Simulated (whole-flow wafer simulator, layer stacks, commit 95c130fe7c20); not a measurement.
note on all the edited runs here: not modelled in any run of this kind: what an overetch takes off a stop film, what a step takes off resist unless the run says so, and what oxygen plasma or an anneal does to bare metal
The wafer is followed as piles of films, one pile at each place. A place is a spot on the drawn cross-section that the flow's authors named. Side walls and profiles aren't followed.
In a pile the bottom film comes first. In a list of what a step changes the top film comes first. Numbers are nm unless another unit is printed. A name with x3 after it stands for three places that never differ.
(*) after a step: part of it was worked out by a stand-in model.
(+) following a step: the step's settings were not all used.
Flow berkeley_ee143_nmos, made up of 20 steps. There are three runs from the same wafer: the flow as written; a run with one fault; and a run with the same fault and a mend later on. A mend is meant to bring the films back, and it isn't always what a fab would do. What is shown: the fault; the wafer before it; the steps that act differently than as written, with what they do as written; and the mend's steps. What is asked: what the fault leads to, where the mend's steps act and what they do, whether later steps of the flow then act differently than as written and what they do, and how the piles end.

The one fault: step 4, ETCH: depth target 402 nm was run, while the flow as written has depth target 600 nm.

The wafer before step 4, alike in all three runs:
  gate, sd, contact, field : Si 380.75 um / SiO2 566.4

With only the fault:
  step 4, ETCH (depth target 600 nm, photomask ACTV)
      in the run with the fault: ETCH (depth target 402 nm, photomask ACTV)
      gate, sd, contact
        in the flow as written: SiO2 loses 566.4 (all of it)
        in the run with the fault: SiO2 loses 402
  Steps later in the flow that act otherwise than as written:
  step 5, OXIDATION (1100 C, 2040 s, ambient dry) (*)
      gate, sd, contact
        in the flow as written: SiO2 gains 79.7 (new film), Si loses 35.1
        in the run with the fault: SiO2 gains 29.3, Si loses 12.9
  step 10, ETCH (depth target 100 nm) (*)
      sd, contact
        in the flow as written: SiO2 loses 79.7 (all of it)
        in the run with the fault: SiO2 loses 100
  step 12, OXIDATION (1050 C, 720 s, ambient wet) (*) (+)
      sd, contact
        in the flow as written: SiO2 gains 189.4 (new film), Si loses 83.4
        in the run with the fault: SiO2 gains 145.3, Si loses 63.9
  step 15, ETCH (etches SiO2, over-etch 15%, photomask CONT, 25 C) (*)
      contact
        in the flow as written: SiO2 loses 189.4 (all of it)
        in the run with the fault: SiO2 loses 239 (all of it)
  By the end, the piles at gate, sd depart from the flow's by more than 2% or 0.5 nm, whichever is larger.
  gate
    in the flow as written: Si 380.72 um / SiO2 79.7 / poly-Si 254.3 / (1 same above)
    in the run with the fault: Si 380.74 um / SiO2 193.6 / poly-Si 254.3 / (1 same above)
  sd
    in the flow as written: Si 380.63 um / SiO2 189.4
    in the run with the fault: Si 380.67 um / SiO2 239

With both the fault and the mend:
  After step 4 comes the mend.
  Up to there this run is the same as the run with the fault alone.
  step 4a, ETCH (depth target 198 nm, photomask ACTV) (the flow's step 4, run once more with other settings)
      gate, sd, contact
        SiO2 loses 164.4 (all of it)
  Later steps of the flow that are run all act as written at every place that is followed.
  The piles end the same as the flow's at every place that both follow.
